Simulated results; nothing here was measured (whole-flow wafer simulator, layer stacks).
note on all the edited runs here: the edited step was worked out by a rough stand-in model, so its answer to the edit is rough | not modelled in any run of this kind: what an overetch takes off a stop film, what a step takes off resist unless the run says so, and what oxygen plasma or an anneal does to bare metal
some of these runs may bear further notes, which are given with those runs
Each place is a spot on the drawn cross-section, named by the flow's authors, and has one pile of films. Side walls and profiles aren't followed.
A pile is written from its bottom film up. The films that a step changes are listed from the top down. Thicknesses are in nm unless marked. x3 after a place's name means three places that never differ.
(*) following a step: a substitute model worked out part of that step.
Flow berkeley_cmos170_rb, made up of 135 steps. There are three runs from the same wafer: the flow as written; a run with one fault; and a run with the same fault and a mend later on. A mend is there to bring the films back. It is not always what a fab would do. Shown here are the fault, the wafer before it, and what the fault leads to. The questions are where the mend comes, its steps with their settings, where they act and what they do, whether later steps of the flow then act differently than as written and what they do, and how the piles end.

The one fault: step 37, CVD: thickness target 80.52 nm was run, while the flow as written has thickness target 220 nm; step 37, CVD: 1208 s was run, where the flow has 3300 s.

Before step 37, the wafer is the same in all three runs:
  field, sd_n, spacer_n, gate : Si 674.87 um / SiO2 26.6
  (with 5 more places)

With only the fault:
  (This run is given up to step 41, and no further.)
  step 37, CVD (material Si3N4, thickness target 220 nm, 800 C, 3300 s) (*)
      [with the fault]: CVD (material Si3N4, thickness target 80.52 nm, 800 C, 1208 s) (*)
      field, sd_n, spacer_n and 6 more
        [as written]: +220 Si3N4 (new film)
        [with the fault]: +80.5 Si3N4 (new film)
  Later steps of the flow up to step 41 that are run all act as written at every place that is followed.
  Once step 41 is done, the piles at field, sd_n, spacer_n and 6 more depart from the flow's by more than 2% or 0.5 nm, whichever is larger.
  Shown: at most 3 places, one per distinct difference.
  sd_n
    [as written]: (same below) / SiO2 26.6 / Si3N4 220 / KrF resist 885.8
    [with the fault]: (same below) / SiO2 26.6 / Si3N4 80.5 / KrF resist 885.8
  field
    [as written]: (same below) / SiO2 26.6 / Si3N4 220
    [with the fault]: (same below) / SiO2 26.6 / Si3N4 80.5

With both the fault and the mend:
  After step 37 comes the mend.
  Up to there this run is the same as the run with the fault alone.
  step 37a, ETCH (chemistry h3po4, depth target 92.82 nm) (the flow's step 30, run once more with other settings)
      field, sd_n, spacer_n and 6 more
        -80.5 Si3N4 (all of it)
  step 37b, CLEAN (*)
      does not change any film at any place that is followed
  step 37c, CVD (material Si3N4, thickness target 220 nm, 800 C, 3300 s) (*) (the flow's step 37, run once more)
      field, sd_n, spacer_n and 6 more
        +220 Si3N4 (new film)
  Later steps of the flow that are run all act as written at every place that is followed.
  By the end, the piles equal the flow's at every place that both follow.
